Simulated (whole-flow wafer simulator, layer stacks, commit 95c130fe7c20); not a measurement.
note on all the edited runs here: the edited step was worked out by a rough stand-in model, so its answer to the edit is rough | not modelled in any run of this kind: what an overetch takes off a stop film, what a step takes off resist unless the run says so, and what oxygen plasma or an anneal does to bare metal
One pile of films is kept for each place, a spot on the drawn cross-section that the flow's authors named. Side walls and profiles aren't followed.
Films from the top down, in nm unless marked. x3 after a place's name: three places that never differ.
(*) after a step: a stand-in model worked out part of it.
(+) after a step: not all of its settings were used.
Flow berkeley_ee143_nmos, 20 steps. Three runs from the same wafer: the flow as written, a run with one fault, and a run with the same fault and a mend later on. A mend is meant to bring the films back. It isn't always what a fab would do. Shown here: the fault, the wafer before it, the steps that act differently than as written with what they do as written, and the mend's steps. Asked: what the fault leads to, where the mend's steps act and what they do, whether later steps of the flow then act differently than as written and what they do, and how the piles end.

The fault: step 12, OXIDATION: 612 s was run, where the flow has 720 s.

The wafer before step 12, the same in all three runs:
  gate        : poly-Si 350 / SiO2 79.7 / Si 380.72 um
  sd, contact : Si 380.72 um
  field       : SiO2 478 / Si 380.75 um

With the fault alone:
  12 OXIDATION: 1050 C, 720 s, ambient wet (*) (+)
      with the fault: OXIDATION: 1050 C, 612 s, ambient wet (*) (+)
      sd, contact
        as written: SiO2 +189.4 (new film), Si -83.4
        with the fault: SiO2 +168.5 (new film), Si -74.1
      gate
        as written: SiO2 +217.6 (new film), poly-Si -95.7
        with the fault: SiO2 +195.4 (new film), poly-Si -86
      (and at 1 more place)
  Later steps of the flow that act differently than as written:
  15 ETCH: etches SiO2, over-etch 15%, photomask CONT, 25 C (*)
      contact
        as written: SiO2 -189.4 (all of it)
        with the fault: SiO2 -168.5 (all of it)
  At the end the piles differ from the flow's by more than 2% or 0.5 nm, whichever is larger, at gate, sd.
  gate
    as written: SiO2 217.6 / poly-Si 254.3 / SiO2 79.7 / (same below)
    with the fault: SiO2 195.4 / poly-Si 264 / SiO2 79.7 / (same below)
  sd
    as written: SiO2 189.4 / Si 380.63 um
    with the fault: SiO2 168.5 / Si 380.64 um

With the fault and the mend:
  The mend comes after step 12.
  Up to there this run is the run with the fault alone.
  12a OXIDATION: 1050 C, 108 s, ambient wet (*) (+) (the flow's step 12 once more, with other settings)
      sd, contact
        SiO2 +21, Si -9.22
      gate
        SiO2 +22.2, poly-Si -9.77
      field
        SiO2 +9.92, Si -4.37
  No later step of the flow acts differently than as written at any place that is followed.
  At the end the piles are the same as the flow's at every place that both follow.
